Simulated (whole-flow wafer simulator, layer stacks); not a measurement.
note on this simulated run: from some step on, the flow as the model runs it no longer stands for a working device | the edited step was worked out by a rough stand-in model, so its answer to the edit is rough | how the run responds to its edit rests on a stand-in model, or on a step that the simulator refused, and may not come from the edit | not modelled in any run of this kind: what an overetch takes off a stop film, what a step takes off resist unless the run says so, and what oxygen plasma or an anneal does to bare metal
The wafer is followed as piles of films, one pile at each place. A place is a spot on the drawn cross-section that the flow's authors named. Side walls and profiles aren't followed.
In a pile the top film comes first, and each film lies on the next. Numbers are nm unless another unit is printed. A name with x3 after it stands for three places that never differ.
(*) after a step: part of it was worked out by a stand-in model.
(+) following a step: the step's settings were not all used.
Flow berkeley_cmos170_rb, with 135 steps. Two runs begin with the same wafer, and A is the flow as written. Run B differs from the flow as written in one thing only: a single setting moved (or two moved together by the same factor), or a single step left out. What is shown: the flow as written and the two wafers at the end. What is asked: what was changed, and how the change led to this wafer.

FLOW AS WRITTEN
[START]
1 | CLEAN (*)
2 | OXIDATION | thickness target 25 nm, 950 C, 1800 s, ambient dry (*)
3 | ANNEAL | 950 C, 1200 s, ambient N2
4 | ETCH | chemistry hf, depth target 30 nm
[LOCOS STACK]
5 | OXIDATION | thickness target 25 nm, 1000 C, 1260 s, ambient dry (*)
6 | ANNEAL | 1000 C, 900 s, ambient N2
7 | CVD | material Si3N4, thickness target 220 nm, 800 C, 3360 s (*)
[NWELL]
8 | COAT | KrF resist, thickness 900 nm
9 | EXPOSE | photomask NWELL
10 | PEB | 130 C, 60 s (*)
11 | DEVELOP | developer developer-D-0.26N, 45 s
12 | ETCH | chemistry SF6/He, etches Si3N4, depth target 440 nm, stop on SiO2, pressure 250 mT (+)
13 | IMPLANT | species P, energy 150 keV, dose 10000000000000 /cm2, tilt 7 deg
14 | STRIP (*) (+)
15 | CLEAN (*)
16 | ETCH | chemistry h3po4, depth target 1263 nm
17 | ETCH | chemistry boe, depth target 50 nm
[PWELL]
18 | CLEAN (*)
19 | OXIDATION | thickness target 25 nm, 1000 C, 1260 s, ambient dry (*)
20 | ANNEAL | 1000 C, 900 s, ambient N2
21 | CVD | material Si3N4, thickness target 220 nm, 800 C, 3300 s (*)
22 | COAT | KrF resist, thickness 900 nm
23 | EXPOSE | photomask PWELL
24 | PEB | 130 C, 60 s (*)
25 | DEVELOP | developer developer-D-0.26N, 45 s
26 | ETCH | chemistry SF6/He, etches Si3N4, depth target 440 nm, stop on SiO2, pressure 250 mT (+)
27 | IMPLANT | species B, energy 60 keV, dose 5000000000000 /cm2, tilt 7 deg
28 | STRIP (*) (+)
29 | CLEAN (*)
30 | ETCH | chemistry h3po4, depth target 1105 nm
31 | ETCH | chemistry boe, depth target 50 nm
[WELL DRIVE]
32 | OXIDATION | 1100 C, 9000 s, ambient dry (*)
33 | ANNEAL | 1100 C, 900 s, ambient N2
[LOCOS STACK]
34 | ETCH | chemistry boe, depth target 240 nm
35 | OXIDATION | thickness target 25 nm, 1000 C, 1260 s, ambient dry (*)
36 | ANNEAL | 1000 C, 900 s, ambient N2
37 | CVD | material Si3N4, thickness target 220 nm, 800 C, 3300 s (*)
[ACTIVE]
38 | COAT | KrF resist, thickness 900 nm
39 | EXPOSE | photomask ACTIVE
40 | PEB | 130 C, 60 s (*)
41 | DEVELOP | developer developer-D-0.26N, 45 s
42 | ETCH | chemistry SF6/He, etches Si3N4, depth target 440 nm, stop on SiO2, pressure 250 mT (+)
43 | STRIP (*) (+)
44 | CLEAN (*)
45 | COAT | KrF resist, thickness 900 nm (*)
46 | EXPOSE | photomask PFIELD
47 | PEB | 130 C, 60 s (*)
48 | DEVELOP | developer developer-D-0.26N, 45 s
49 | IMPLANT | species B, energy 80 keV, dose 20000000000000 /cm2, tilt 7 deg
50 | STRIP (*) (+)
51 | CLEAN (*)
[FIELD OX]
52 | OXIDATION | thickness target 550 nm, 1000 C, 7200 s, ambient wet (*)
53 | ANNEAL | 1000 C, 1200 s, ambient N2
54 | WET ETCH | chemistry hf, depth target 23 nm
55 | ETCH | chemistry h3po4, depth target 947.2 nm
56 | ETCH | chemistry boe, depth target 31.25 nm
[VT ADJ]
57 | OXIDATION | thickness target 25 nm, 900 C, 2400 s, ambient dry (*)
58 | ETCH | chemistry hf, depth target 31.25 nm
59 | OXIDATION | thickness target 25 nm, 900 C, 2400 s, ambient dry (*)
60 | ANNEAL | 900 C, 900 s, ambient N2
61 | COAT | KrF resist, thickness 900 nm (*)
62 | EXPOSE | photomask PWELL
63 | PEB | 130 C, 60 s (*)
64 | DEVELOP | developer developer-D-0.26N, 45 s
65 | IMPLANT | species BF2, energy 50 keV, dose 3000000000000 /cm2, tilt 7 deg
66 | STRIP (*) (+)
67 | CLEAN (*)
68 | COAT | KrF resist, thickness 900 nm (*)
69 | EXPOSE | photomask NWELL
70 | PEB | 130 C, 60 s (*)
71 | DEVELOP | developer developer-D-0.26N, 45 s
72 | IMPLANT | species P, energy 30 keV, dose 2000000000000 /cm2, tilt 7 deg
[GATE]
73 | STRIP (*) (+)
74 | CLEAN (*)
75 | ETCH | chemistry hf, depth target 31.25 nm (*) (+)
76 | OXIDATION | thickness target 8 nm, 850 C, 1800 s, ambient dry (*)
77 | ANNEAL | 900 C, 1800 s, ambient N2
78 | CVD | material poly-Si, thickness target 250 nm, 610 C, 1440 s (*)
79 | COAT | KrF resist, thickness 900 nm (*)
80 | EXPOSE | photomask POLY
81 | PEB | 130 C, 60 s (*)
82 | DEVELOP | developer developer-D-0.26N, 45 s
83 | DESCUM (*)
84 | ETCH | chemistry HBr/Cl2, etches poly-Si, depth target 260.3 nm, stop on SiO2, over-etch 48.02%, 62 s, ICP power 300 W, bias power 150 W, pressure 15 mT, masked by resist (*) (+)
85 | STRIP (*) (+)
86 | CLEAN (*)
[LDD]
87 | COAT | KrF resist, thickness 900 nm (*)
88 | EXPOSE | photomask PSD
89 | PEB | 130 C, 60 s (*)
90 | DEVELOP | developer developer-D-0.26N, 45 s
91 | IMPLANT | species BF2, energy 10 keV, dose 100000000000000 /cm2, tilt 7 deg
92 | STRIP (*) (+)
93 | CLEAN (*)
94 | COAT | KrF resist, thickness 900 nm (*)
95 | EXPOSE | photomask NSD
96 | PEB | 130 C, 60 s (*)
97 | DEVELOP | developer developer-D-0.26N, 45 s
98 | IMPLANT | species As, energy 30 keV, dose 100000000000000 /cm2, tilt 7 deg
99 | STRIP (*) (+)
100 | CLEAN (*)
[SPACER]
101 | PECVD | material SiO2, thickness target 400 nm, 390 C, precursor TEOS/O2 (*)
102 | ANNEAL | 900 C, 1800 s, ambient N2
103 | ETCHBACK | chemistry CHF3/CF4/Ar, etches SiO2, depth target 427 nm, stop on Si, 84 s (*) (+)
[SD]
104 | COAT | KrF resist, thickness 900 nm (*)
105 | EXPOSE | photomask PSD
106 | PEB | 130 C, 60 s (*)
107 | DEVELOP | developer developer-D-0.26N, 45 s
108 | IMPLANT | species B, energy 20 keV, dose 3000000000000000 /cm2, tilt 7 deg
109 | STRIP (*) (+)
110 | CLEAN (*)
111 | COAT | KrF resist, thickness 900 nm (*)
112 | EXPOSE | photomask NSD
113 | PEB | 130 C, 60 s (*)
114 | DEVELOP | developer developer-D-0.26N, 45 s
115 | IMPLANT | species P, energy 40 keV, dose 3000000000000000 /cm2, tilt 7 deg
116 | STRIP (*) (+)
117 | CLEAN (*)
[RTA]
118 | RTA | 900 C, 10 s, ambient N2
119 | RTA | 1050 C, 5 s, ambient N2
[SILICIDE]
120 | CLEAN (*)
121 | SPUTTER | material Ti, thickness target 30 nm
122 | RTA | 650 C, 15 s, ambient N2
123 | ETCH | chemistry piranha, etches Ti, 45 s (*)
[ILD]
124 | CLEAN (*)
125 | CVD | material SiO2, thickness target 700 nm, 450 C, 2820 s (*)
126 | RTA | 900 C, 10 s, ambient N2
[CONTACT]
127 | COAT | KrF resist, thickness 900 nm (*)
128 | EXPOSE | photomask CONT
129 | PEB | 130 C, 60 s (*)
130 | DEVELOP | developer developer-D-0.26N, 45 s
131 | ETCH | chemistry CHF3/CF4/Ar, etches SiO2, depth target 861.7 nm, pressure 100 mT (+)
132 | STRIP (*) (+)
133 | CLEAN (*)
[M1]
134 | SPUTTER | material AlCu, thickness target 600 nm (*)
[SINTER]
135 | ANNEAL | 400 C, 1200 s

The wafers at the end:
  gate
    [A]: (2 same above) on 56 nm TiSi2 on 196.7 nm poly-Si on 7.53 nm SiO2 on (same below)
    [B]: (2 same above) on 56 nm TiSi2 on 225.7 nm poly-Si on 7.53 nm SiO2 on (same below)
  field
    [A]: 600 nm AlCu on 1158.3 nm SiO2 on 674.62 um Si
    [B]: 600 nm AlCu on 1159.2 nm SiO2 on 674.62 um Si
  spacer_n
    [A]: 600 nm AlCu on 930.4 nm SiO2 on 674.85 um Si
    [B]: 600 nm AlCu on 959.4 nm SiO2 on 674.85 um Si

Cause: step 78, CVD: thickness target 279 nm was run, while the flow as written has thickness target 250 nm; step 78, CVD: 1607 s was run, where the flow has 1440 s.

The path from the change to this, step by step:
  78 | CVD | material poly-Si, thickness target 250 nm, 610 C, 1440 s (*)
      field, sd_n, spacer_n and 6 more: A poly-Si gains 250 (new film) | B poly-Si gains 279 (new film)
  84 | ETCH | chemistry HBr/Cl2, etches poly-Si, depth target 260.3 nm, stop on SiO2, over-etch 48.02%, 62 s, ICP power 300 W, bias power 150 W, pressure 15 mT, masked by resist (*) (+)
      field, sd_n, spacer_n, sd_p, spacer_p, contact, m1: A poly-Si loses 250 (all of it), SiO2 loses 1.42 | B poly-Si loses 279 (all of it), SiO2 loses 0.53
  87 | COAT | KrF resist, thickness 900 nm (*)
      gate: A KrF resist gains 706 (new film) | B KrF resist gains 684.5 (new film)
      gate_p: A KrF resist gains 706.3 (new film) | B KrF resist gains 684.9 (new film)
  90 | DEVELOP | developer developer-D-0.26N, 45 s
      gate_p: A KrF resist loses 706.3 (all of it) | B KrF resist loses 684.9 (all of it)
  92 | STRIP (*) (+)
      gate: A KrF resist loses 691.8 (all of it) | B KrF resist loses 670.3 (all of it)
  94 | COAT | KrF resist, thickness 900 nm (*)
      gate: A KrF resist gains 706 (new film) | B KrF resist gains 684.5 (new film)
      gate_p: A KrF resist gains 706.3 (new film) | B KrF resist gains 684.9 (new film)
  97 | DEVELOP | developer developer-D-0.26N, 45 s
      gate: A KrF resist loses 706 (all of it) | B KrF resist loses 684.5 (all of it)
  99 | STRIP (*) (+)
      gate_p: A KrF resist loses 692.1 (all of it) | B KrF resist loses 670.7 (all of it)
  103 | ETCHBACK | chemistry CHF3/CF4/Ar, etches SiO2, depth target 427 nm, stop on Si, 84 s (*) (+)
      spacer_n: A SiO2 loses 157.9 | B SiO2 loses 129.8
      spacer_p: A SiO2 loses 157.9 | B SiO2 loses 129.7
  104 | COAT | KrF resist, thickness 900 nm (*)
      spacer_n: A KrF resist gains 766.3 (new film) | B KrF resist gains 745.9 (new film)
      gate: A KrF resist gains 742.1 (new film) | B KrF resist gains 722.1 (new film)
      (as well as at 2 more places)
  107 | DEVELOP | developer developer-D-0.26N, 45 s
      spacer_p: A KrF resist loses 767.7 (all of it) | B KrF resist loses 747.2 (all of it)
      gate_p: A KrF resist loses 743.2 (all of it) | B KrF resist loses 723.1 (all of it)
  109 | STRIP (*) (+)
      spacer_n: A KrF resist loses 752.1 (all of it) | B KrF resist loses 731.7 (all of it)
      gate: A KrF resist loses 727.9 (all of it) | B KrF resist loses 707.9 (all of it)
  111 | COAT | KrF resist, thickness 900 nm (*)
      spacer_n: A KrF resist gains 766.3 (new film) | B KrF resist gains 745.9 (new film)
      gate: A KrF resist gains 742.1 (new film) | B KrF resist gains 722.1 (new film)
      (as well as at 2 more places)
  114 | DEVELOP | developer developer-D-0.26N, 45 s
      spacer_n: A KrF resist loses 766.3 (all of it) | B KrF resist loses 745.9 (all of it)
      gate: A KrF resist loses 742.1 (all of it) | B KrF resist loses 722.1 (all of it)
  116 | STRIP (*) (+)
      spacer_p: A KrF resist loses 753.5 (all of it) | B KrF resist loses 733 (all of it)
      gate_p: A KrF resist loses 729 (all of it) | B KrF resist loses 708.9 (all of it)
  132 | STRIP (*) (+)
      spacer_n: A KrF resist loses 590.2 (all of it) | B KrF resist loses 576.9 (all of it)
      gate: A KrF resist loses 568.8 (all of it) | B KrF resist loses 557.4 (all of it)
      (as well as at 2 more places)
